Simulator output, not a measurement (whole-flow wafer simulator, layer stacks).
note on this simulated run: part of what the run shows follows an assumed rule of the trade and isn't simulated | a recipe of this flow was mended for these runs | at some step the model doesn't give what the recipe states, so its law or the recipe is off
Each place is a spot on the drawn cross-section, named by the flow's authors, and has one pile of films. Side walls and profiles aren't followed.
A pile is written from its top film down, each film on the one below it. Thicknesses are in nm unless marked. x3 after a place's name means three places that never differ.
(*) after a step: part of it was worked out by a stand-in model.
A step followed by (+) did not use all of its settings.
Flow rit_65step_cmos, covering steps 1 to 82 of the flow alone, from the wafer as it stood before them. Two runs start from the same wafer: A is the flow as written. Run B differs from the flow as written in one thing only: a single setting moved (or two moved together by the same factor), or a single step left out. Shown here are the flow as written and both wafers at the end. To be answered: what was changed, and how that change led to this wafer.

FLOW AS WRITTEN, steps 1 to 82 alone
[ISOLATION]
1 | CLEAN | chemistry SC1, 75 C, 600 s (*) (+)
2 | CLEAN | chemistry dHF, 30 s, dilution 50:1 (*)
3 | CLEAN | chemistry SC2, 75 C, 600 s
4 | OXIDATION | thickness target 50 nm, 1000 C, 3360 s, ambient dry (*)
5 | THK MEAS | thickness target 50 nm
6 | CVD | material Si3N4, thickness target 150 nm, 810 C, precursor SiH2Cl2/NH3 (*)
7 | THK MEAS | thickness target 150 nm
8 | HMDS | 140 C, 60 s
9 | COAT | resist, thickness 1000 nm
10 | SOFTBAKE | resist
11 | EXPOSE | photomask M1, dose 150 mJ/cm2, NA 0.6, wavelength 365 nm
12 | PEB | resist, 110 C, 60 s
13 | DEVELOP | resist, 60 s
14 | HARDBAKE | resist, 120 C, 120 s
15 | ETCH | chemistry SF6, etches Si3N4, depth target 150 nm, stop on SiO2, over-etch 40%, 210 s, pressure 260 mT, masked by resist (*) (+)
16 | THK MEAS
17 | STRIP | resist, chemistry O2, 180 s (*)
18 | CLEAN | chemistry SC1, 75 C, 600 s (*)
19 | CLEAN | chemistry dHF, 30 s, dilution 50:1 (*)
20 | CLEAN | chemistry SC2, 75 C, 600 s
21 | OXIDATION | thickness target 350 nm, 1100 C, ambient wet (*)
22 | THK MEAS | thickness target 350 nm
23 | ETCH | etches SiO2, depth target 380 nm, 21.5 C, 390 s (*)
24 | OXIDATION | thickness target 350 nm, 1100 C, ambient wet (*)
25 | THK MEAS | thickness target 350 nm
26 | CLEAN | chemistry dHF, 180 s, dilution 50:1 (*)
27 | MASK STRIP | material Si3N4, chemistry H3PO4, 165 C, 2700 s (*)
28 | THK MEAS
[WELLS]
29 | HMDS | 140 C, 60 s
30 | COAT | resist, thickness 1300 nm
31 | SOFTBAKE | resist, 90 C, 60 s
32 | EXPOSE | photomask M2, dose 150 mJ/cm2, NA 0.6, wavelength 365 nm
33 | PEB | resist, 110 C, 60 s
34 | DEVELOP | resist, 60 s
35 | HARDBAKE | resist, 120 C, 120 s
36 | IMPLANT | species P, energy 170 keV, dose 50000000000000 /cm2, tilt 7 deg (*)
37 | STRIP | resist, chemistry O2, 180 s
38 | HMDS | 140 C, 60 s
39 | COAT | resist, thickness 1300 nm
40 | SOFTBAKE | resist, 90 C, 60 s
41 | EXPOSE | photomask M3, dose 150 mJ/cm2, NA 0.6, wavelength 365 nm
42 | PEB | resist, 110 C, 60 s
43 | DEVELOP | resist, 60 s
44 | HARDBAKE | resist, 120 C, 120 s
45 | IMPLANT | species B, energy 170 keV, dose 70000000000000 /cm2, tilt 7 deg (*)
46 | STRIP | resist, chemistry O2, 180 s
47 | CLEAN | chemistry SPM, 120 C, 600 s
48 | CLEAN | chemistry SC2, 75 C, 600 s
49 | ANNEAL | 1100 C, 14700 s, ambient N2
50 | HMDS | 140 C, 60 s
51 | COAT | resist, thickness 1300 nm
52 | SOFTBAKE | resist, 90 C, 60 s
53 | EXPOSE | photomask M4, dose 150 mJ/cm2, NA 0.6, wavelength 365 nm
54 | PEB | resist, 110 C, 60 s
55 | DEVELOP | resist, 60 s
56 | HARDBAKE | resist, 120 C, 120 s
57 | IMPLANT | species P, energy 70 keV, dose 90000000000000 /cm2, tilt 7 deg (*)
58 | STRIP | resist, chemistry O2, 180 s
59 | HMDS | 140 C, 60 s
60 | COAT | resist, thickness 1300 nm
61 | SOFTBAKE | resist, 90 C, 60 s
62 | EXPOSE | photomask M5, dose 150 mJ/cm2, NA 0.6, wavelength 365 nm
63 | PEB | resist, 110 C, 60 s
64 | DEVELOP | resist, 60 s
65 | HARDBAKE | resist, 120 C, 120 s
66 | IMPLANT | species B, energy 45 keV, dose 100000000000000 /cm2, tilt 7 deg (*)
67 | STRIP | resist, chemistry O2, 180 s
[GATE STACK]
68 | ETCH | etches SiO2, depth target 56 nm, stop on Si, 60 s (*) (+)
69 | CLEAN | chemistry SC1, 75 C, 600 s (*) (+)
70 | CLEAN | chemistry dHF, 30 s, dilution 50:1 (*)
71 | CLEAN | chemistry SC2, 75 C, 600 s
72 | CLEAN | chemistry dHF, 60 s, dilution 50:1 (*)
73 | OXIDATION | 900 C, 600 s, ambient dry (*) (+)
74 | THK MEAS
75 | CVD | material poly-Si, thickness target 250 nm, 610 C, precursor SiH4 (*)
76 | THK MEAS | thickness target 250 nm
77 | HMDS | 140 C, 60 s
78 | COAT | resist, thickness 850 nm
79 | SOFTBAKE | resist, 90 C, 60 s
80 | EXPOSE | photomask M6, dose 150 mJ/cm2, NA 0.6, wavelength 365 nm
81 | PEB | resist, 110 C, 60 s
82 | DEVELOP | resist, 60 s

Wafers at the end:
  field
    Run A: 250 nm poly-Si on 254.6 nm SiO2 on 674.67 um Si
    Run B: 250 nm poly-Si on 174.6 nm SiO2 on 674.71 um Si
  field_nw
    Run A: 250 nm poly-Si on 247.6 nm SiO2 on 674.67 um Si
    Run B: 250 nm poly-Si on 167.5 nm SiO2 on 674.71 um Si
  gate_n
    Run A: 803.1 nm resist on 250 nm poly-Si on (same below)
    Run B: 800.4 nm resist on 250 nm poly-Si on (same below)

What caused this: step 24, OXIDATION: thickness target 266 nm was run, whereas the flow has thickness target 350 nm; step 26, CLEAN: 137 s was run, where the flow has 180 s.

How this came from the change, step by step:
  24 | OXIDATION | thickness target 350 nm, 1100 C, ambient wet (*)
      active_n, active_p, gate_n and 7 more: A SiO2 gains 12 (new film), Si3N4 loses 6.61 | B SiO2 gains 8.35 (new film), Si3N4 loses 4.61
      field, field_pw, field_nw, field_p: A SiO2 gains 350 (new film), Si loses 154 | B SiO2 gains 266 (new film), Si loses 117
  26 | CLEAN | chemistry dHF, 180 s, dilution 50:1 (*)
      active_n, active_p, gate_n and 7 more: A SiO2 loses 12 (all of it), Si3N4 loses 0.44 | B SiO2 loses 8.35 (all of it), Si3N4 loses 0.4
      field, field_pw, field_nw, field_p: A SiO2 loses 16.7 | B SiO2 loses 12.7
  30 | COAT | resist, thickness 1300 nm
      field: A resist gains 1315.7 (new film) | B resist gains 1347.4 (new film)
      field_p: A resist gains 1315.7 (new film) | B resist gains 1347.3 (new film)
  33 | PEB | resist, 110 C, 60 s
      field, field_p: A resist loses 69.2 | B resist loses 70.9
  34 | DEVELOP | resist, 60 s
      field_p: A resist loses 1246.5 (all of it) | B resist loses 1276.4 (all of it)
  35 | HARDBAKE | resist, 120 C, 120 s
      field: A resist loses 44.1 | B resist loses 45.2
  37 | STRIP | resist, chemistry O2, 180 s
      field: A resist loses 1202.4 (all of it) | B resist loses 1231.4 (all of it)
  39 | COAT | resist, thickness 1300 nm
      field: A resist gains 1315.7 (new film) | B resist gains 1347.4 (new film)
      field_p: A resist gains 1315.7 (new film) | B resist gains 1347.3 (new film)
  42 | PEB | resist, 110 C, 60 s
      field, field_p: A resist loses 69.2 | B resist loses 70.9
  43 | DEVELOP | resist, 60 s
      field: A resist loses 1246.5 (all of it) | B resist loses 1276.6 (all of it)
  44 | HARDBAKE | resist, 120 C, 120 s
      field_p: A resist loses 44.1 | B resist loses 45.2
  46 | STRIP | resist, chemistry O2, 180 s
      field_p: A resist loses 1202.3 (all of it) | B resist loses 1231.2 (all of it)
  51 | COAT | resist, thickness 1300 nm
      field: A resist gains 1315.7 (new film) | B resist gains 1347.4 (new film)
      field_p: A resist gains 1315.7 (new film) | B resist gains 1347.3 (new film)
  54 | PEB | resist, 110 C, 60 s
      field, field_p: A resist loses 69.2 | B resist loses 70.9
  55 | DEVELOP | resist, 60 s
      field_p: A resist loses 1246.5 (all of it) | B resist loses 1276.4 (all of it)
  56 | HARDBAKE | resist, 120 C, 120 s
      field: A resist loses 44.1 | B resist loses 45.2
  ... 8 further steps ...
  82 | DEVELOP | resist, 60 s
      field: A resist loses 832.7 (all of it) | B resist loses 862.2 (all of it)
      field_pw: A resist loses 826 (all of it) | B resist loses 846.8 (all of it)
      (also at 2 further places)
